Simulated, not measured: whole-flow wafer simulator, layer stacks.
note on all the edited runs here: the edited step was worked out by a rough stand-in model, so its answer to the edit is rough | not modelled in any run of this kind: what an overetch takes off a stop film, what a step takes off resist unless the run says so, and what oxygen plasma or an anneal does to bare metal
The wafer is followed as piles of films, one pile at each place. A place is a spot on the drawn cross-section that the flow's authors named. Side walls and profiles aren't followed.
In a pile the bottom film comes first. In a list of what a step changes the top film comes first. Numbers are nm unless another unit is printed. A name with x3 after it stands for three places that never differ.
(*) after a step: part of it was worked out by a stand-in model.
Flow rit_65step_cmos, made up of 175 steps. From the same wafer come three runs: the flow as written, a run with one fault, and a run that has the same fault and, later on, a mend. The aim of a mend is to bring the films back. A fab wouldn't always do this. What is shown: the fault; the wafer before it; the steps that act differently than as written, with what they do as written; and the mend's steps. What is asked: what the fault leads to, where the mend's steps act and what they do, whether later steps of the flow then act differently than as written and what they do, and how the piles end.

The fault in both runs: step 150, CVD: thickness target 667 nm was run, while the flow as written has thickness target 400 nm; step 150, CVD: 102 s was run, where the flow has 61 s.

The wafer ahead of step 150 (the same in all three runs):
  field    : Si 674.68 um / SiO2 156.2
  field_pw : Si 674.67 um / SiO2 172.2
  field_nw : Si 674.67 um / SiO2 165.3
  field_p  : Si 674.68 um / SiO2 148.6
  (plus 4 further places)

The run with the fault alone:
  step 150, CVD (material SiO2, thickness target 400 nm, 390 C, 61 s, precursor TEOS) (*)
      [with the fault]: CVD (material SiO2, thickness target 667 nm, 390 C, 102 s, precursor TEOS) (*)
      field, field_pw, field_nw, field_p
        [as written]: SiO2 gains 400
        [with the fault]: SiO2 gains 667
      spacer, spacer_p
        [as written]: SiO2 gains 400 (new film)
        [with the fault]: SiO2 gains 667 (new film)
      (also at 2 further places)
  Every later step of the flow that is run acts as written, at every place that is followed, to within 2% or 0.5 nm, whichever is larger.
  By the end, the piles at field, field_pw, field_nw, field_p, gate_n, gate_p, spacer, spacer_p depart from the flow's by more than 2% or 0.5 nm, whichever is larger.
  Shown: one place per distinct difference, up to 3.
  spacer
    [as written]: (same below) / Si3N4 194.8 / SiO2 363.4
    [with the fault]: (same below) / Si3N4 194.8 / SiO2 630.4
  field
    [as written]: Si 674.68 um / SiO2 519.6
    [with the fault]: Si 674.68 um / SiO2 786.6
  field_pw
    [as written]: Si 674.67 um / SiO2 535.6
    [with the fault]: Si 674.67 um / SiO2 802.6

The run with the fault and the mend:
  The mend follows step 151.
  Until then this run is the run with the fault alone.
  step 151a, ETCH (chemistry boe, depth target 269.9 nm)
      field, field_pw, field_nw, field_p, gate_n, gate_p, spacer, spacer_p
        SiO2 loses 269.9
  Every later step of the flow that is run acts as written, at every place that is followed, to within 2% or 0.5 nm, whichever is larger.
  The piles end only slightly different from the flow's at the places that both follow, by no more than 2% or 0.5 nm, whichever is larger.
